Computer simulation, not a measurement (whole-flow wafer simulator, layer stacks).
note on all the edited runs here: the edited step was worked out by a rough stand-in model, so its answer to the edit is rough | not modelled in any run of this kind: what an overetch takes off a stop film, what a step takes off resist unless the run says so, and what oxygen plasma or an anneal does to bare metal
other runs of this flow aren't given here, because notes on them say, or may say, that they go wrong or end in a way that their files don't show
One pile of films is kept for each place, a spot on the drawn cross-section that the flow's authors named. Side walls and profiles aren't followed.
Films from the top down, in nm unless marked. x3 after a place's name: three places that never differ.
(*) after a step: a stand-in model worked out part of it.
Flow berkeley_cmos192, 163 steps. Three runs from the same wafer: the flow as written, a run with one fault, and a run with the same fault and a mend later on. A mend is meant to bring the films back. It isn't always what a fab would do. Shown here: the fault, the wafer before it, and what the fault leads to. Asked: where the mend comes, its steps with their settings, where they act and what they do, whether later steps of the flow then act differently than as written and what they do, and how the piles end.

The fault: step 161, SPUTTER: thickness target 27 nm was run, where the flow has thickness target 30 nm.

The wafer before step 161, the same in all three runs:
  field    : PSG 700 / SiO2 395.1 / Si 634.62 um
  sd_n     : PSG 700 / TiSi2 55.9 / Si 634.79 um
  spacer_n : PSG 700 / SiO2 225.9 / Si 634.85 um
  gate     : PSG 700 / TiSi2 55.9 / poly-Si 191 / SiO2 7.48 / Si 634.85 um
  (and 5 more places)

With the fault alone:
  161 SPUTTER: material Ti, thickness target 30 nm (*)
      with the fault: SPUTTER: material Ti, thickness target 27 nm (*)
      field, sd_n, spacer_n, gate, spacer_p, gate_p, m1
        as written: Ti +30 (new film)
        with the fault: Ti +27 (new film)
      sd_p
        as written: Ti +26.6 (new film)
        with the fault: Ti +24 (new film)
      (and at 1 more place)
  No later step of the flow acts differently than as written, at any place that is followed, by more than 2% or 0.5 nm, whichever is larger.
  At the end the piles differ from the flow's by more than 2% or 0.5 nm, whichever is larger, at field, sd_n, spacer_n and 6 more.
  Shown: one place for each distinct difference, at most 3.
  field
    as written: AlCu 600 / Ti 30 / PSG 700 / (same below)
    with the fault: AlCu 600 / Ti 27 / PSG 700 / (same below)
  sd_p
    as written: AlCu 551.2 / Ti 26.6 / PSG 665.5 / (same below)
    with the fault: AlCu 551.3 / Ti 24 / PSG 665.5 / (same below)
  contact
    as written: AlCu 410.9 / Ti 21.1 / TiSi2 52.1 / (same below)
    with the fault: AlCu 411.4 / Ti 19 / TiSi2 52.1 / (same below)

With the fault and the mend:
  The mend comes after step 161.
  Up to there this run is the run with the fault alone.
  161a SPUTTER: material Ti, thickness target 3 nm (*) (the flow's step 161 once more, with other settings)
      field, sd_n, spacer_n, gate, spacer_p, gate_p, m1
        Ti +3
      sd_p
        Ti +2.66
      contact
        Ti +2.09
  No later step of the flow acts differently than as written at any place that is followed.
  At the end the piles are the same as the flow's at every place that both follow.
